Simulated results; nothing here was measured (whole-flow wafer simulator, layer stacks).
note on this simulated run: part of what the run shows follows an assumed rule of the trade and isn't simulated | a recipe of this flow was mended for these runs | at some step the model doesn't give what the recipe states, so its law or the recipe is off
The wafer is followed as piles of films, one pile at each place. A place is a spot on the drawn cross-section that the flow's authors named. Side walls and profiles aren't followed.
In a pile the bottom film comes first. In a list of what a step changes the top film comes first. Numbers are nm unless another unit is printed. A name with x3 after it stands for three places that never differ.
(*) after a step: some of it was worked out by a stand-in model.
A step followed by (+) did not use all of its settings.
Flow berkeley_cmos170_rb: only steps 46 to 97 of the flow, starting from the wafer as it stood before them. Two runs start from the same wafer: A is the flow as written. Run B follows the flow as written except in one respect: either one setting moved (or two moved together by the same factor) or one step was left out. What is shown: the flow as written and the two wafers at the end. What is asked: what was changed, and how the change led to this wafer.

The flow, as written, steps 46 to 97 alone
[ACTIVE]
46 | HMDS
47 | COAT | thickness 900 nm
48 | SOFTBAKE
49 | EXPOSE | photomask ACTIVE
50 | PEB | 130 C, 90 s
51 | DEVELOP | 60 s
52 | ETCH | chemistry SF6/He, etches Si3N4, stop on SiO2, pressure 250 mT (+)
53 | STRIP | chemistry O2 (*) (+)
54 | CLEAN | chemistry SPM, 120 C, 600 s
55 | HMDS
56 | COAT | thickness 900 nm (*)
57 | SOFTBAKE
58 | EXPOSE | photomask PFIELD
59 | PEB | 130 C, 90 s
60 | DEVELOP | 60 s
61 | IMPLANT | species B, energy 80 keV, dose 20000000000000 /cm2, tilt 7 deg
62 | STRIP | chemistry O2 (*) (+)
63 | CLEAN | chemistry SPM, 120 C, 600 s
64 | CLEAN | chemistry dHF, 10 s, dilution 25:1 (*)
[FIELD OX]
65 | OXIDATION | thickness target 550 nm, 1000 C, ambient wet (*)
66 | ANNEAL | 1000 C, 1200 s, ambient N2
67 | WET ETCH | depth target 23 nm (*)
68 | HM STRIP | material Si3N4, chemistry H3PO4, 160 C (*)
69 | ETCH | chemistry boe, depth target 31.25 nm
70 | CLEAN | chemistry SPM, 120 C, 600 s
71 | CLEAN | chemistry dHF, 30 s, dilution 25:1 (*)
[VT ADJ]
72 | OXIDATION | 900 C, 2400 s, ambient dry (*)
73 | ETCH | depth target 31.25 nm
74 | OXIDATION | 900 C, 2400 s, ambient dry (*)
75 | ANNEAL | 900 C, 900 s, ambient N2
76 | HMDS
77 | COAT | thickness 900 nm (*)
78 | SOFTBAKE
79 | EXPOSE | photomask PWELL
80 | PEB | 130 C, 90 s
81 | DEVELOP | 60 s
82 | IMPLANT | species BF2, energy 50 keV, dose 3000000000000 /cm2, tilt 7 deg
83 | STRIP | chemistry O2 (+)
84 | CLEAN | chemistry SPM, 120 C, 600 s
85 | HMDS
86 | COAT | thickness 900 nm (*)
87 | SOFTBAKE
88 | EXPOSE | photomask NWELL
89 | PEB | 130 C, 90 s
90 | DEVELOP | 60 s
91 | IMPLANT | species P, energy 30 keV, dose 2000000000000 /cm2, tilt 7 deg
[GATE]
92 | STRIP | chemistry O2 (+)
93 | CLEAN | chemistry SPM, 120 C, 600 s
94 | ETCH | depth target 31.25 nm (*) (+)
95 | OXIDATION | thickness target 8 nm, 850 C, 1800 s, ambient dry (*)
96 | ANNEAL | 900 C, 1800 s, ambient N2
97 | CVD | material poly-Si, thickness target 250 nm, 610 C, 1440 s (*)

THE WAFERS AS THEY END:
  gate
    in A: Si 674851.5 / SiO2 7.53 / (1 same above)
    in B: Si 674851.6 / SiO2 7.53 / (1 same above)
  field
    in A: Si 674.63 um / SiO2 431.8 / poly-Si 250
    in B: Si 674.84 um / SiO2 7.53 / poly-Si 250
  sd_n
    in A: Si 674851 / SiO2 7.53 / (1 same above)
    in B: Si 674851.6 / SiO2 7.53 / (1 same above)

The reason: step 65, OXIDATION: thickness target 550 nm, 1000 C, ambient wet (*), was omitted.

The path from the change to this, step by step:
  67 | WET ETCH | depth target 23 nm (*)
      sd_n, spacer_n, gate, sd_p, spacer_p, gate_p, contact, m1: A -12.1 SiO2 (all of it), -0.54 Si3N4 | B -1.15 Si3N4
      field: A -23 SiO2 | B -16.1 SiO2 (all of it)
  68 | HM STRIP | material Si3N4, chemistry H3PO4, 160 C (*)
      field: A -9.95 SiO2 | B -10.9 Si
      sd_n, spacer_n, gate, sd_p, spacer_p, gate_p, contact, m1: A -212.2 Si3N4 (all of it), -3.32 SiO2 | B -218.3 Si3N4 (all of it), -3.41 SiO2
  69 | ETCH | chemistry boe, depth target 31.25 nm
      field: A -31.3 SiO2 | B nothing
      sd_n: A -24.8 SiO2 (all of it) | B -23.1 SiO2 (all of it)
  70 | CLEAN | chemistry SPM, 120 C, 600 s
      field: A nothing | B +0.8 chemical SiO2 (new film), -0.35 Si
  71 | CLEAN | chemistry dHF, 30 s, dilution 25:1 (*)
      field: A -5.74 SiO2 | B -0.8 chemical SiO2 (all of it)
  72 | OXIDATION | 900 C, 2400 s, ambient dry (*)
      field: A +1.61 SiO2, -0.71 Si | B +15 SiO2 (new film), -6.62 Si
  73 | ETCH | depth target 31.25 nm
      field: A -31.2 SiO2 | B -15 SiO2 (all of it)
  74 | OXIDATION | 900 C, 2400 s, ambient dry (*)
      field: A +1.69 SiO2, -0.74 Si | B +15 SiO2 (new film), -6.62 Si
  77 | COAT | thickness 900 nm (*)
      field: A +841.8 KrF-resist (new film) | B +903 KrF-resist (new film)
      sd_n: A +1014.8 KrF-resist (new film) | B +894.3 KrF-resist (new film)
      (and at 7 other places as well)
  81 | DEVELOP | 60 s
      field: A -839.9 KrF-resist (all of it) | B -901 KrF-resist (all of it)
      sd_n: A -1012.5 KrF-resist (all of it) | B -892.4 KrF-resist (all of it)
      (and at 4 other places as well)
  83 | STRIP | chemistry O2 (+)
      sd_p: A -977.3 KrF-resist (all of it) | B -878.3 KrF-resist (all of it)
      spacer_p: A -958.6 KrF-resist (all of it) | B -879.1 KrF-resist (all of it)
      (and at 1 other place as well)
  86 | COAT | thickness 900 nm (*)
      field: A +841.8 KrF-resist (new film) | B +903 KrF-resist (new film)
      sd_n: A +1014.8 KrF-resist (new film) | B +894.3 KrF-resist (new film)
      (and at 7 other places as well)
  90 | DEVELOP | 60 s
      sd_p: A -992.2 KrF-resist (all of it) | B -893.3 KrF-resist (all of it)
      spacer_p: A -973.6 KrF-resist (all of it) | B -894.1 KrF-resist (all of it)
      (and at 1 other place as well)
  92 | STRIP | chemistry O2 (+)
      field: A -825 KrF-resist (all of it) | B -886.1 KrF-resist (all of it)
      sd_n: A -997.5 KrF-resist (all of it) | B -877.4 KrF-resist (all of it)
      (and at 4 other places as well)
  94 | ETCH | depth target 31.25 nm (*) (+)
      field: A -31.2 SiO2 | B -15 SiO2 (all of it)
  95 | OXIDATION | thickness target 8 nm, 850 C, 1800 s, ambient dry (*)
      field: A +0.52 SiO2, -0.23 Si | B +7.53 SiO2 (new film), -3.31 Si
